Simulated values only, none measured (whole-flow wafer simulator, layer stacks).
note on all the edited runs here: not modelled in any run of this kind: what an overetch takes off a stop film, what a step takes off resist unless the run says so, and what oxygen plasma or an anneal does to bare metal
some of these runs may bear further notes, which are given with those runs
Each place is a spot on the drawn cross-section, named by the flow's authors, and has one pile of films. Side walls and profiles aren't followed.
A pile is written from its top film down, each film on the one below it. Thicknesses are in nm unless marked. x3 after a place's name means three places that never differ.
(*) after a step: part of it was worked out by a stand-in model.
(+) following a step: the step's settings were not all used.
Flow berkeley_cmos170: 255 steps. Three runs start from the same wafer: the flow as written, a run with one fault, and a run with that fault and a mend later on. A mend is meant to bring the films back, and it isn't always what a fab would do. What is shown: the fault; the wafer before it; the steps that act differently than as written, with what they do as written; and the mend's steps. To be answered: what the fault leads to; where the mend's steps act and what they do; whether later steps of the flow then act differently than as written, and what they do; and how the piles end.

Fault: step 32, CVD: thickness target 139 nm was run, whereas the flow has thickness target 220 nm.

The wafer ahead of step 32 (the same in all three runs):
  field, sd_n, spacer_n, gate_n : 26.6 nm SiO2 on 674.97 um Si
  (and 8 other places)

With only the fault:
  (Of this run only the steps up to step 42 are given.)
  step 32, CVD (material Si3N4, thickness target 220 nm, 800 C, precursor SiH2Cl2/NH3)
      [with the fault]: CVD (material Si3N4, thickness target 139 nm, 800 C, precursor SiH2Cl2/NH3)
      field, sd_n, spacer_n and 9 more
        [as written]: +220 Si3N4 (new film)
        [with the fault]: +139 Si3N4 (new film)
  Steps later in the flow that act otherwise than as written:
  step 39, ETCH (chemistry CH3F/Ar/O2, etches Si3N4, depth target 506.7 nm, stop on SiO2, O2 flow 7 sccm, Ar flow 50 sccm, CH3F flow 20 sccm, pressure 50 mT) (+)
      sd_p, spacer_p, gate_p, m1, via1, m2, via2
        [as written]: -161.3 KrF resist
        [with the fault]: -107.3 KrF resist
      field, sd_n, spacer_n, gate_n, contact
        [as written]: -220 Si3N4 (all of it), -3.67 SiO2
        [with the fault]: -139 Si3N4 (all of it), -3.67 SiO2
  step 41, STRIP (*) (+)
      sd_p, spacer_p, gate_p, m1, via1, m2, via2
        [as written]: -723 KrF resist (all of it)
        [with the fault]: -777 KrF resist (all of it)
  After step 42, at sd_p, spacer_p, gate_p, m1, via1, m2, via2, the piles differ from the flow's by more than 2% or 0.5 nm, whichever is larger.
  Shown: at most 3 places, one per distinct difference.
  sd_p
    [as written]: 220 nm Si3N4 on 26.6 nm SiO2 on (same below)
    [with the fault]: 139 nm Si3N4 on 26.6 nm SiO2 on (same below)

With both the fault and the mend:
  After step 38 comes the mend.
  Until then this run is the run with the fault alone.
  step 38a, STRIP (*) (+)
      sd_p, spacer_p, gate_p, m1, via1, m2, via2
        -884.4 KrF resist (all of it)
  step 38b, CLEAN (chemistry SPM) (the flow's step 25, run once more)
      does not change any film at any place that is followed
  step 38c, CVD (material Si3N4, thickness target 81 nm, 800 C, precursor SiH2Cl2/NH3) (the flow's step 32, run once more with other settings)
      field, sd_n, spacer_n and 9 more
        +81 Si3N4
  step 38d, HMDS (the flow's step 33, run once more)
      does not change any film at any place that is followed
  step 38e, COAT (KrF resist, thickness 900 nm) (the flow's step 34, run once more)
      field, sd_n, spacer_n and 9 more
        +900 KrF resist (new film)
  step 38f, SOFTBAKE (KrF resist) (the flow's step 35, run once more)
      does not change any film at any place that is followed
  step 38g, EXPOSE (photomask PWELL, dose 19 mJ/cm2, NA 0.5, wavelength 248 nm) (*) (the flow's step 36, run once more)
      does not change any film at any place that is followed
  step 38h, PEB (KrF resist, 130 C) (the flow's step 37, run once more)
      field, sd_n, spacer_n and 9 more
        -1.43 KrF resist
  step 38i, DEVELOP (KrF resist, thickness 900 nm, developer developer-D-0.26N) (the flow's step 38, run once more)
      sd_p, spacer_p, gate_p, m1, via1, m2, via2
        -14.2 KrF resist
      field, sd_n, spacer_n, gate_n, contact
        -898.6 KrF resist (all of it)
  None of the later steps of the flow acts differently than as written at any place that is followed.
  By the end, the piles equal the flow's at every place that both follow.
